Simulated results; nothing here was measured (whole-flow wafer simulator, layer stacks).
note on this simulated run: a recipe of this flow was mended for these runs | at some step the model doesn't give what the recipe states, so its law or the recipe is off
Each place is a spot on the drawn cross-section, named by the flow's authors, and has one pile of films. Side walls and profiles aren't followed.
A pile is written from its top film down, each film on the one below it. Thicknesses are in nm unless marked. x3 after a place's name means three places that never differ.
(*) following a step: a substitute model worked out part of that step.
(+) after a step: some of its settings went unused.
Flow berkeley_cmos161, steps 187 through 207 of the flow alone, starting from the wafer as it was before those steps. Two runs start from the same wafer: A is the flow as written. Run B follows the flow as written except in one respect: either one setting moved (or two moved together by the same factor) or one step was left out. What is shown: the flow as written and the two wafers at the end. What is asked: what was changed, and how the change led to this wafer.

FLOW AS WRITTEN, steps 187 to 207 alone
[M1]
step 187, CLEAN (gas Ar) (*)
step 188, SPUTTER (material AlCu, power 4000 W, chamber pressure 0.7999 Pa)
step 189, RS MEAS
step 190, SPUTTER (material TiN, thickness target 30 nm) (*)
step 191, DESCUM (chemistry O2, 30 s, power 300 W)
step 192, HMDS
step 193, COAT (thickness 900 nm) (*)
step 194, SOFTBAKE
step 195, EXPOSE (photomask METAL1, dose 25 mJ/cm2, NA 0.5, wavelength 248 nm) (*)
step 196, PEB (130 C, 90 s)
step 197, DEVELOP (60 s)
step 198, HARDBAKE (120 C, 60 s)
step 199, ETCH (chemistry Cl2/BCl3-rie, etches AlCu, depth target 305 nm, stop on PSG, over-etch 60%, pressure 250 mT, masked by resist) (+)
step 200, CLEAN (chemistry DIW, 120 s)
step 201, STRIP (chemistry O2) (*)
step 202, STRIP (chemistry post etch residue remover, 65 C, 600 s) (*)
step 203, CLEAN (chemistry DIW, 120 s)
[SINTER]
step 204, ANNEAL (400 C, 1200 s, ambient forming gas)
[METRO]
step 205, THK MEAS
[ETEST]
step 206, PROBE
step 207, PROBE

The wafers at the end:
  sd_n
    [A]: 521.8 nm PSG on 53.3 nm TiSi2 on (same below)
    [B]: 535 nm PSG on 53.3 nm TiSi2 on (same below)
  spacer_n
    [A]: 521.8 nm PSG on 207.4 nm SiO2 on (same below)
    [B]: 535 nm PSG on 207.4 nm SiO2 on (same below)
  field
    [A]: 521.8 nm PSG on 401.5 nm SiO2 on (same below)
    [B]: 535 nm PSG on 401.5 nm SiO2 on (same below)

The reason: step 199, ETCH: depth target 239 nm was run, while the flow as written has depth target 305 nm.

How this came from the change, step by step:
  step 199, ETCH (chemistry Cl2/BCl3-rie, etches AlCu, depth target 305 nm, stop on PSG, over-etch 60%, pressure 250 mT, masked by resist) (+)
      field, sd_n, spacer_n, gate_n, spacer_p, gate_p: A -30 TiN (all of it), -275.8 AlCu (all of it), -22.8 PSG | B -30 TiN (all of it), -275.8 AlCu (all of it), -9.57 PSG
      contact, m1: A -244 KrF-resist | B -191.2 KrF-resist
      (as well as at 1 more place)
  step 201, STRIP (chemistry O2) (*)
      contact: A -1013 KrF-resist (all of it) | B -1065.8 KrF-resist (all of it)
      m1: A -537.5 KrF-resist (all of it) | B -590.3 KrF-resist (all of it)
